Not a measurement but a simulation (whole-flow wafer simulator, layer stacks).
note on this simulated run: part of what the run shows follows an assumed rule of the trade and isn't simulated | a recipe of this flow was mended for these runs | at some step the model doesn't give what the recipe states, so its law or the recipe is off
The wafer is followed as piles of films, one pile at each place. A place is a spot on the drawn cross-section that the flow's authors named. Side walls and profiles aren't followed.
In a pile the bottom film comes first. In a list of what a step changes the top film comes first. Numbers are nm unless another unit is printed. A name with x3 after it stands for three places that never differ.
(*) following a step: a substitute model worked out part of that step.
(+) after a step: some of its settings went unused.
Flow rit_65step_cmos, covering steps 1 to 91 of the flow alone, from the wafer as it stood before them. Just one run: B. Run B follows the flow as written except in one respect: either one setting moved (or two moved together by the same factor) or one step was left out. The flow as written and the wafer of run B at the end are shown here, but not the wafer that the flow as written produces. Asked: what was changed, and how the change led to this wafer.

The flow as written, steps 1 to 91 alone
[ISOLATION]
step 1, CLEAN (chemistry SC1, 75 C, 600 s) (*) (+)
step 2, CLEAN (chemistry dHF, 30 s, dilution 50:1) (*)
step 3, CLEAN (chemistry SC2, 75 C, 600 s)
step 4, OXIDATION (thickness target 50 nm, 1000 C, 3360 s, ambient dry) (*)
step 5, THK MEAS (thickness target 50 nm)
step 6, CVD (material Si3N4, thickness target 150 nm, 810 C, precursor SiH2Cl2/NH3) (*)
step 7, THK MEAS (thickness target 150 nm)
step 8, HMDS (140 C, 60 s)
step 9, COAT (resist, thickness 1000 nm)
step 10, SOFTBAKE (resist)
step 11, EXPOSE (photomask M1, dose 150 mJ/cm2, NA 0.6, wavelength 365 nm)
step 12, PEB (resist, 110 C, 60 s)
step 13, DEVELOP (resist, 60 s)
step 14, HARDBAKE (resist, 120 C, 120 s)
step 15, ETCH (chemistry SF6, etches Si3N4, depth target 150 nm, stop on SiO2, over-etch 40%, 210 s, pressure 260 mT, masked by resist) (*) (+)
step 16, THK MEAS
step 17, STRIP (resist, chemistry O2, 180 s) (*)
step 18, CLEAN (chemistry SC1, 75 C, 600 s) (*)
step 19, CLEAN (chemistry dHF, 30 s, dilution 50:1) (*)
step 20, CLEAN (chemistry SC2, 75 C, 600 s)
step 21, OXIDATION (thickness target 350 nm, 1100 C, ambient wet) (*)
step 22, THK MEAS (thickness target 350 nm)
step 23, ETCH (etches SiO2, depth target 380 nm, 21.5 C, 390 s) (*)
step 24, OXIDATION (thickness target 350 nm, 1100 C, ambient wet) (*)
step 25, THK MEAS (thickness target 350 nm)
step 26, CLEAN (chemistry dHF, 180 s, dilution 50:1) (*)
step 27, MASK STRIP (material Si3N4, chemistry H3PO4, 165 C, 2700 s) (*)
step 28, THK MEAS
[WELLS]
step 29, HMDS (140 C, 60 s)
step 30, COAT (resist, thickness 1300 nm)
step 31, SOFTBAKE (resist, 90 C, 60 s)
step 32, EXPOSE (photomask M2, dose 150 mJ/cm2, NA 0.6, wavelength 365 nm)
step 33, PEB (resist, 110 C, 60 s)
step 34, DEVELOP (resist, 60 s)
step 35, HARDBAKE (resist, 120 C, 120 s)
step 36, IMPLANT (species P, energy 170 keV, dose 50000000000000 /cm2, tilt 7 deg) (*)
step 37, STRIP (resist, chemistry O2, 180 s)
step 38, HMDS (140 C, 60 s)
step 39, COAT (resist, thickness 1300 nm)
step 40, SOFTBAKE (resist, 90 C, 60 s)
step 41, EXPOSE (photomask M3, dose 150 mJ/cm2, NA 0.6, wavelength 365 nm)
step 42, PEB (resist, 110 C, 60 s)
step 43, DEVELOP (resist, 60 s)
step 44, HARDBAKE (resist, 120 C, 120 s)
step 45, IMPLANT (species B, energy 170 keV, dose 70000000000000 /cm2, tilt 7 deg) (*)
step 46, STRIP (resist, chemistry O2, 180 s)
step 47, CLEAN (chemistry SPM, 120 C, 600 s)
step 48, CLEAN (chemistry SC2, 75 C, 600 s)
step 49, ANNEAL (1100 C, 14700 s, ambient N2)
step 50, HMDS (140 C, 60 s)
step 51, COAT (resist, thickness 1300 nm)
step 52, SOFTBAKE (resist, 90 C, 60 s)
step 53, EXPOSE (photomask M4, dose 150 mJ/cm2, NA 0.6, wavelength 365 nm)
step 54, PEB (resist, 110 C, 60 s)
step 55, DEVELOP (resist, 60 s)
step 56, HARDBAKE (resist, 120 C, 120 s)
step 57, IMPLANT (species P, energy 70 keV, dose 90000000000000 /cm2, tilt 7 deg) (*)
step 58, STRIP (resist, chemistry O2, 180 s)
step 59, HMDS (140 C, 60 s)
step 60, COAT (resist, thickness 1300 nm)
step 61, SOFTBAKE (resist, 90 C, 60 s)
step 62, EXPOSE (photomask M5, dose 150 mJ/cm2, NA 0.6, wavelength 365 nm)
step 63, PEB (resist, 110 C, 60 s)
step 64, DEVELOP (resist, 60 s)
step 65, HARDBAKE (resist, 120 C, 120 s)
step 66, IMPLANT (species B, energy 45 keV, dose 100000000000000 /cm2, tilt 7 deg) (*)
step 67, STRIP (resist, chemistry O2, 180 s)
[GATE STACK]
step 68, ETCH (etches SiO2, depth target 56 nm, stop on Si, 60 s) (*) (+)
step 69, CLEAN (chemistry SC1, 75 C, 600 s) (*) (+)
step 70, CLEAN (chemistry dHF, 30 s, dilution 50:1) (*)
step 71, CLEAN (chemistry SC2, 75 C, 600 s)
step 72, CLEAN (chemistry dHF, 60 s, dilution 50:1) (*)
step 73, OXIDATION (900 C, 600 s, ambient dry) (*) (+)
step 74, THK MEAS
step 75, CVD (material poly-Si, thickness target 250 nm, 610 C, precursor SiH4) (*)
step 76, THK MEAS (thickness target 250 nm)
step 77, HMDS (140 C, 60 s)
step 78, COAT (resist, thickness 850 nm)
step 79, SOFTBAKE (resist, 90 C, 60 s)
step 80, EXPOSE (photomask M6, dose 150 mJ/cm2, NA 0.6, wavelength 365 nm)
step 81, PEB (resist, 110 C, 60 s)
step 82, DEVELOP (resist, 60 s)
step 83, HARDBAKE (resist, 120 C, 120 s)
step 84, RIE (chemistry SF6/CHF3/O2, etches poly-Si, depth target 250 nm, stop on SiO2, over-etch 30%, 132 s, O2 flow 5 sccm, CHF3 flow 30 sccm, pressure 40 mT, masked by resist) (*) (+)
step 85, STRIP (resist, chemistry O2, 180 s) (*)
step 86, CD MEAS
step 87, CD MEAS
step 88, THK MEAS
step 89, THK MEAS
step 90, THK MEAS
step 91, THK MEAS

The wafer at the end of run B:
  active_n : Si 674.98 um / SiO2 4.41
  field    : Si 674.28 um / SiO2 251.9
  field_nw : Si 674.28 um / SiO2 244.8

Cause: step 4, OXIDATION: thickness target 50 nm, 1000 C, 3360 s, ambient dry (*), was not run.

How this came from the change, step by step:
  step 15, ETCH (chemistry SF6, etches Si3N4, depth target 150 nm, stop on SiO2, over-etch 40%, 210 s, pressure 260 mT, masked by resist) (*) (+)
      field, field_pw, field_nw, field_p: -150 Si3N4 (all of it), -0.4 chemical SiO2 (all of it), -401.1 Si (it would be, as written: -150 Si3N4 (all of it), -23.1 SiO2)
  step 17, STRIP (resist, chemistry O2, 180 s) (*)
      field, field_pw, field_nw, field_p: +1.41 chemical SiO2 (new film), -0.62 Si (it would be, as written: nothing)
  step 18, CLEAN (chemistry SC1, 75 C, 600 s) (*)
      field, field_pw, field_nw, field_p: -0.81 chemical SiO2, -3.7 Si (it would be, as written: -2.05 SiO2)
  step 19, CLEAN (chemistry dHF, 30 s, dilution 50:1) (*)
      field, field_pw, field_nw, field_p: -0.6 chemical SiO2 (all of it) (it would be, as written: -2.78 SiO2)
  step 21, OXIDATION (thickness target 350 nm, 1100 C, ambient wet) (*)
      gate_n, gate_p, spacer, spacer_p, sd_n, sd_p, contact, m1: +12 SiO2 (new film), -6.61 Si3N4 (it would be, as written: +12 SiO2 (new film), -6.61 Si3N4, +0.03 SiO2)
      field, field_p: +350 SiO2 (new film), -0.4 chemical SiO2 (all of it), -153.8 Si (it would be, as written: +328.2 SiO2, -144.1 Si)
      (also at 2 further places)
  step 27, MASK STRIP (material Si3N4, chemistry H3PO4, 165 C, 2700 s) (*)
      active_n, active_p, gate_n and 7 more: -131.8 Si3N4 (all of it), +0.1 chemical SiO2, -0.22 Si (it would be, as written: -131.8 Si3N4 (all of it), -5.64 SiO2)
  step 30, COAT (resist, thickness 1300 nm)
      field_pw, field_nw: +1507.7 resist (new film) (it would be, as written: +1313 resist (new film))
      active_n, active_p: +1255.1 resist (new film) (it would be, as written: +1297.4 resist (new film))
      (also at 10 further places)
  step 33, PEB (resist, 110 C, 60 s)
      gate_n, gate_p, spacer, spacer_p: -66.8 resist (it would be, as written: -68.3 resist)
      active_n, active_p, sd_p: -66 resist (it would be, as written: -68.2 resist)
      (also at 7 further places)
  step 34, DEVELOP (resist, 60 s)
      field_nw: -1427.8 resist (all of it) (it would be, as written: -1243.9 resist (all of it))
      field_p: -1502.5 resist (all of it) (it would be, as written: -1246.5 resist (all of it))
      (also at 4 further places)
  step 35, HARDBAKE (resist, 120 C, 120 s)
      spacer, contact, m1: -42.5 resist (it would be, as written: -43.5 resist)
      gate_n, sd_n: -42.6 resist (it would be, as written: -43.5 resist)
      (also at 3 further places)
  step 37, STRIP (resist, chemistry O2, 180 s)
      active_p, gate_p, spacer_p, sd_p: +0.92 chemical SiO2, -0.4 Si (it would be, as written: nothing)
      active_n: -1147 resist (all of it), +0.76 chemical SiO2, -0.33 Si (it would be, as written: -1185.7 resist (all of it))
      (also at 7 further places)
  step 39, COAT (resist, thickness 1300 nm)
      field_pw, field_nw: +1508 resist (new film) (it would be, as written: +1313 resist (new film))
      active_n, sd_p: +1255.1 resist (new film) (it would be, as written: +1297.4 resist (new film))
      (also at 10 further places)
  step 42, PEB (resist, 110 C, 60 s)
      gate_n, gate_p, spacer, spacer_p: -66.8 resist (it would be, as written: -68.3 resist)
      active_n, active_p, sd_p: -66 resist (it would be, as written: -68.2 resist)
      (also at 7 further places)
  step 43, DEVELOP (resist, 60 s)
      field: -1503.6 resist (all of it) (it would be, as written: -1246.5 resist (all of it))
      field_pw: -1428 resist (all of it) (it would be, as written: -1243.9 resist (all of it))
      (also at 6 further places)
  step 44, HARDBAKE (resist, 120 C, 120 s)
      active_p, sd_p: -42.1 resist (it would be, as written: -43.5 resist)
      gate_p, spacer_p: -42.5 resist (it would be, as written: -43.5 resist)
      (also at 2 further places)
  step 46, STRIP (resist, chemistry O2, 180 s)
      active_p: -1147 resist (all of it), +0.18 chemical SiO2, -0.08 Si (it would be, as written: -1185.7 resist (all of it))
      gate_p: -1160 resist (all of it), +0.18 chemical SiO2, -0.08 Si (it would be, as written: -1186.4 resist (all of it))
      (also at 4 further places)
  ... 15 other steps ...
  step 85, STRIP (resist, chemistry O2, 180 s) (*)
      gate_n, gate_p: +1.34 chemical SiO2 (new film), -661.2 resist (all of it), -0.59 poly-Si (it would be, as written: +1.34 chemical SiO2 (new film), -685.2 resist (all of it), -0.59 poly-Si)
